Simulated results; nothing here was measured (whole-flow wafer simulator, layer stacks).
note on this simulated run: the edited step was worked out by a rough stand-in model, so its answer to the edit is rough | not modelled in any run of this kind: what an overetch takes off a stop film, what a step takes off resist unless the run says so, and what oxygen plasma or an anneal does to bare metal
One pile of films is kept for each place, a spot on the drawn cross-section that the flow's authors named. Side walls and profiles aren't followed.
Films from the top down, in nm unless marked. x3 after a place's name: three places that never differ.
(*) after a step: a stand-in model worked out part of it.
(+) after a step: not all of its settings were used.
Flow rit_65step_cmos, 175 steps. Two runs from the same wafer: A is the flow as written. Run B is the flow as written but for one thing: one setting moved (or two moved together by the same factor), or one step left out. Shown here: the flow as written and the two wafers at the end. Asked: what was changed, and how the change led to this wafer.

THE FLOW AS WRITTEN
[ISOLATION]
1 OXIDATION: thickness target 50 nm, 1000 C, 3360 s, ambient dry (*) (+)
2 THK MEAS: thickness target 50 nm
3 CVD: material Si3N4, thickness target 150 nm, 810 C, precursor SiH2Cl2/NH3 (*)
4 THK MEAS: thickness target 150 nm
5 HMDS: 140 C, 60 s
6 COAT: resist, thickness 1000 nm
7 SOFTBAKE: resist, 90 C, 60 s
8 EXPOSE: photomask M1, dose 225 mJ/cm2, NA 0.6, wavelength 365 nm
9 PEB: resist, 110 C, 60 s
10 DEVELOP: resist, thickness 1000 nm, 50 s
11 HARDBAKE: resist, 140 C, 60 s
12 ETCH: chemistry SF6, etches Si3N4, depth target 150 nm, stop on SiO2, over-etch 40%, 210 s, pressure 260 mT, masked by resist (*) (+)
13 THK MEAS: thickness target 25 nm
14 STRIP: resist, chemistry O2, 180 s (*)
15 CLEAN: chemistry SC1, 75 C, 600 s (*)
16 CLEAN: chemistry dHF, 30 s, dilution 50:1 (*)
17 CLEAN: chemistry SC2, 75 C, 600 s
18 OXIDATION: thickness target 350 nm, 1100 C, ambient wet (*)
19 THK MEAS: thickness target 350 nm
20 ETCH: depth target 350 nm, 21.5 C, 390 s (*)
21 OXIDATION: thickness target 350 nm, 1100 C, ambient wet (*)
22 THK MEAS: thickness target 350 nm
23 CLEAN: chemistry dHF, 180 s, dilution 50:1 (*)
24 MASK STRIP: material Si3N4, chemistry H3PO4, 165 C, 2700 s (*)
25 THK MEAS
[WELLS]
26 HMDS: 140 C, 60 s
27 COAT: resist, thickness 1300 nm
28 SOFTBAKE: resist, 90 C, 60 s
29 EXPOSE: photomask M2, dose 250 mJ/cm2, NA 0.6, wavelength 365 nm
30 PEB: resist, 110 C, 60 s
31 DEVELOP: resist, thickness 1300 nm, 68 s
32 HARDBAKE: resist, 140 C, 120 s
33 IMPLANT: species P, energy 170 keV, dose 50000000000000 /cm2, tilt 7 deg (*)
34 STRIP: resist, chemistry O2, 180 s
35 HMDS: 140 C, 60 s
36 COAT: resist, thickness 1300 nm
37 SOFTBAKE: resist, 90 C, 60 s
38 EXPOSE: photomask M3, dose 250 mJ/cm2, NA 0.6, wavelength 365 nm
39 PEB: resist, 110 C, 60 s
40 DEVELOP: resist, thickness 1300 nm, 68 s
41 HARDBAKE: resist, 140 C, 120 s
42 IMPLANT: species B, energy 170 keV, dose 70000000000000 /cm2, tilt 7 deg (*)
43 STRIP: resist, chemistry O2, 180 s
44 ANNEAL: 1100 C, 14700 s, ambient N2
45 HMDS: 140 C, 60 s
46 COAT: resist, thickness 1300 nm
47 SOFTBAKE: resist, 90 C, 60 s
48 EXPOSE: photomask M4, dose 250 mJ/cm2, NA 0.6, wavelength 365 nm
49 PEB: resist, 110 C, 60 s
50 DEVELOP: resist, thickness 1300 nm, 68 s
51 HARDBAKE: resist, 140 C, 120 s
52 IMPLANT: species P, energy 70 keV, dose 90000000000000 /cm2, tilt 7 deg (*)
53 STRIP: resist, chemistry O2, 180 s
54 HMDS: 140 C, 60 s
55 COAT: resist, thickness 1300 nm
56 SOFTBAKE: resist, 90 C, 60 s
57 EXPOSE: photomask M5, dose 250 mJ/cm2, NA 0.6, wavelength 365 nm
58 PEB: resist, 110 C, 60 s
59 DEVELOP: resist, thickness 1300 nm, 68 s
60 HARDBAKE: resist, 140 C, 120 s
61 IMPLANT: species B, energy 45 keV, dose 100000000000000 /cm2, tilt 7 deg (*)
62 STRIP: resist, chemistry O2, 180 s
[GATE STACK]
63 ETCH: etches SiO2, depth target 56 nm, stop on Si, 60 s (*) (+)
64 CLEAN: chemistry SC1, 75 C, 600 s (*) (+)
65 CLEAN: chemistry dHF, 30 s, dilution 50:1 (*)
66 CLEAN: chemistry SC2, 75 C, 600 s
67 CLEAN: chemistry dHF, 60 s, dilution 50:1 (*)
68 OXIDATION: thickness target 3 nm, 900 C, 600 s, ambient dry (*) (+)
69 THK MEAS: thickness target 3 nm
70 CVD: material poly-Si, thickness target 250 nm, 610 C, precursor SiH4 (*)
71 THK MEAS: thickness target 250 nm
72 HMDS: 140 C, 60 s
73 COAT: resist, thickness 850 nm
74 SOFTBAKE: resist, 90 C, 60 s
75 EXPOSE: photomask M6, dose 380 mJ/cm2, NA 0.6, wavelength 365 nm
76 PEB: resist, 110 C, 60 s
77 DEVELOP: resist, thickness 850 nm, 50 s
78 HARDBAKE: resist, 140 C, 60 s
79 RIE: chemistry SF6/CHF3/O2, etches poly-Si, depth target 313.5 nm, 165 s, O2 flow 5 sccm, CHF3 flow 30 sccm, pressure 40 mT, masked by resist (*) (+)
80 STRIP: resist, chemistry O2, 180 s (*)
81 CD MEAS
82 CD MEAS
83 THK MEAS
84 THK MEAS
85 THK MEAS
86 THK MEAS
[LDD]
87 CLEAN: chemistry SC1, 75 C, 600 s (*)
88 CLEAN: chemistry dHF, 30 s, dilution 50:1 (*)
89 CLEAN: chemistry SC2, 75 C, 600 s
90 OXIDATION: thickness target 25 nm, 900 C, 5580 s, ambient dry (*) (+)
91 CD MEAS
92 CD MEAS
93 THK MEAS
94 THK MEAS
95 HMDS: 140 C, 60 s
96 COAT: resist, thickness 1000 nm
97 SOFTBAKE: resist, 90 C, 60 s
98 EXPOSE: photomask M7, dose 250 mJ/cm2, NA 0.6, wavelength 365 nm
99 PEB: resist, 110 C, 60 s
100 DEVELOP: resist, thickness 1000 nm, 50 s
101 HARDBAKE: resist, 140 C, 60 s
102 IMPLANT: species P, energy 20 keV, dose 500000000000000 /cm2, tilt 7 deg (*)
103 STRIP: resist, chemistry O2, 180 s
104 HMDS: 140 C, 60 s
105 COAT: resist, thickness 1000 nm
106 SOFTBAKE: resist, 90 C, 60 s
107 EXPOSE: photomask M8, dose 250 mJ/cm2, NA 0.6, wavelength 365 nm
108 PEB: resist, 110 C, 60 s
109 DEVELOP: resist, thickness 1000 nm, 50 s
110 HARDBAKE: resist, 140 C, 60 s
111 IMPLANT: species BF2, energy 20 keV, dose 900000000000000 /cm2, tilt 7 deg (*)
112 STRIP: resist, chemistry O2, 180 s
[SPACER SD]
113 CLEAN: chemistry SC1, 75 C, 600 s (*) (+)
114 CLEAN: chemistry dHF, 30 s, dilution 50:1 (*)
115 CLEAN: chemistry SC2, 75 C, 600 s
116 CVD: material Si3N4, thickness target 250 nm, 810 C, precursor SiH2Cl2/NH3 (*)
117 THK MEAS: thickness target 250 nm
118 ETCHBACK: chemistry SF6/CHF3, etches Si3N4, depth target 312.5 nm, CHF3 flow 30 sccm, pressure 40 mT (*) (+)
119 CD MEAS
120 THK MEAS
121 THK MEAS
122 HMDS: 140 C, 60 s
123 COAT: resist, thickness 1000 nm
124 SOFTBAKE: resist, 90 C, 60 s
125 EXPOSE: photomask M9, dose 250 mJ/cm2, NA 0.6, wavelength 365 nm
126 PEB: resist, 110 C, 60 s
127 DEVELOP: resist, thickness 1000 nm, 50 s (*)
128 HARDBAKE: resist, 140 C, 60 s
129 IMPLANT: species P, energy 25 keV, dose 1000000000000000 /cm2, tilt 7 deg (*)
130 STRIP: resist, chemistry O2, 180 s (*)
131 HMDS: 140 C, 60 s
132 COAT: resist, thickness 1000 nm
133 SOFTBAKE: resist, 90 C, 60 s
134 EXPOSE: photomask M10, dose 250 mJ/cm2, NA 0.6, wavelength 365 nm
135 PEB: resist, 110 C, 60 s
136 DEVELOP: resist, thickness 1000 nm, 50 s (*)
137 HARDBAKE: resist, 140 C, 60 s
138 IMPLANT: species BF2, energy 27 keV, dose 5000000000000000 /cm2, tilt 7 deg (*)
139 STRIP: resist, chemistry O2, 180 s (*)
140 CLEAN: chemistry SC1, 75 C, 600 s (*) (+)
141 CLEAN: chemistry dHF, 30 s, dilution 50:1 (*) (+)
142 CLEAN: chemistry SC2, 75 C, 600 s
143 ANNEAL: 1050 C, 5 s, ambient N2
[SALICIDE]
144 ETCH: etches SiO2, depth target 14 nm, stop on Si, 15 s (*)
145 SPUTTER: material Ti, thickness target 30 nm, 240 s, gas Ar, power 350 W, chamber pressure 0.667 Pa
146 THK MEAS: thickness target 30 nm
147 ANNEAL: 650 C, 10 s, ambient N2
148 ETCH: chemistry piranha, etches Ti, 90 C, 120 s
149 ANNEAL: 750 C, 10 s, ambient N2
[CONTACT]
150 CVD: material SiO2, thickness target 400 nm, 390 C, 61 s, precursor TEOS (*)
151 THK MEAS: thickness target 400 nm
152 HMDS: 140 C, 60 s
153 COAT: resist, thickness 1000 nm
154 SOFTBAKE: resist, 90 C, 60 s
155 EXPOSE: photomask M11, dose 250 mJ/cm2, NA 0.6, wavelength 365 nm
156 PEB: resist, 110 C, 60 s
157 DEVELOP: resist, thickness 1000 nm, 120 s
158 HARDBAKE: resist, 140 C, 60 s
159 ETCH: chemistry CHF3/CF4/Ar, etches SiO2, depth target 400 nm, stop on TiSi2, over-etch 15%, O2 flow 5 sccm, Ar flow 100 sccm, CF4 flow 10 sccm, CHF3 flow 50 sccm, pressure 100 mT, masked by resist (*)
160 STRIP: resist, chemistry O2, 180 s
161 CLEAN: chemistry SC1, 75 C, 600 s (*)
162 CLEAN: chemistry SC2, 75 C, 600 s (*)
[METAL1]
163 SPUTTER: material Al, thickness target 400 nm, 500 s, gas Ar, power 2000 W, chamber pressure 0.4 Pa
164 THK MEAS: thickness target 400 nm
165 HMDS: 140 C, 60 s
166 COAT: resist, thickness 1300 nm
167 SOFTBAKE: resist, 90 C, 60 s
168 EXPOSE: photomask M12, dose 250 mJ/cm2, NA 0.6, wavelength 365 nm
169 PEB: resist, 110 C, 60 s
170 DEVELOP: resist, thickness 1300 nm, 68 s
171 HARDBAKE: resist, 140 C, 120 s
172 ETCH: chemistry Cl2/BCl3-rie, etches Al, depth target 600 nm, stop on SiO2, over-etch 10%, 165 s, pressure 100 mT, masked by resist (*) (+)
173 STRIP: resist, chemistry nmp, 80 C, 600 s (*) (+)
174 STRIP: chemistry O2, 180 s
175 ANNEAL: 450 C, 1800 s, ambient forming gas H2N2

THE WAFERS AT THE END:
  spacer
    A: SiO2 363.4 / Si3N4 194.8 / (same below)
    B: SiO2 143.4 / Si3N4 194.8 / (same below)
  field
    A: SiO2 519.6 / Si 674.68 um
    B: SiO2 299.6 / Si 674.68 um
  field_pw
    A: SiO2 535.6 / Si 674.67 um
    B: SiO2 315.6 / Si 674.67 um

The cause: step 150, CVD: thickness target 180 nm was run, where the flow has thickness target 400 nm.

How the change led to this, step by step:
  150 CVD: material SiO2, thickness target 400 nm, 390 C, 61 s, precursor TEOS (*)
      field, field_pw, field_nw, field_p: A SiO2 +400 | B SiO2 +180
      spacer, spacer_p: A SiO2 +400 (new film) | B SiO2 +180 (new film)
      (and at 2 more places)
  159 ETCH: chemistry CHF3/CF4/Ar, etches SiO2, depth target 400 nm, stop on TiSi2, over-etch 15%, O2 flow 5 sccm, Ar flow 100 sccm, CF4 flow 10 sccm, CHF3 flow 50 sccm, pressure 100 mT, masked by resist (*)
      field, field_pw, field_nw, field_p, gate_n, gate_p, spacer, spacer_p: A resist -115 | B resist -51.8
  160 STRIP: resist, chemistry O2, 180 s
      field: A resist -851 (all of it) | B resist -911.4 (all of it)
      field_pw: A resist -820.1 (all of it) | B resist -881.4 (all of it)
      (and at 6 more places)
  163 SPUTTER: material Al, thickness target 400 nm, 500 s, gas Ar, power 2000 W, chamber pressure 0.4 Pa
      gate_n, gate_p: A Al +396 (new film) | B Al +305.4 (new film)
  166 COAT: resist, thickness 1300 nm
      gate_n: A resist +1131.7 (new film) | B resist +1229.1 (new film)
      gate_p: A resist +1135.6 (new film) | B resist +1231.2 (new film)
  169 PEB: resist, 110 C, 60 s
      gate_n: A resist -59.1 | B resist -64.5
      gate_p: A resist -59.3 | B resist -64.6
  170 DEVELOP: resist, thickness 1300 nm, 68 s
      gate_n: A resist -1072.6 (all of it) | B resist -1164.6 (all of it)
      gate_p: A resist -1076.3 (all of it) | B resist -1166.6 (all of it)
  172 ETCH: chemistry Cl2/BCl3-rie, etches Al, depth target 600 nm, stop on SiO2, over-etch 10%, 165 s, pressure 100 mT, masked by resist (*) (+)
      gate_n, gate_p: A Al -396 (all of it), SiO2 -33 | B Al -305.4 (all of it), SiO2 -44.3
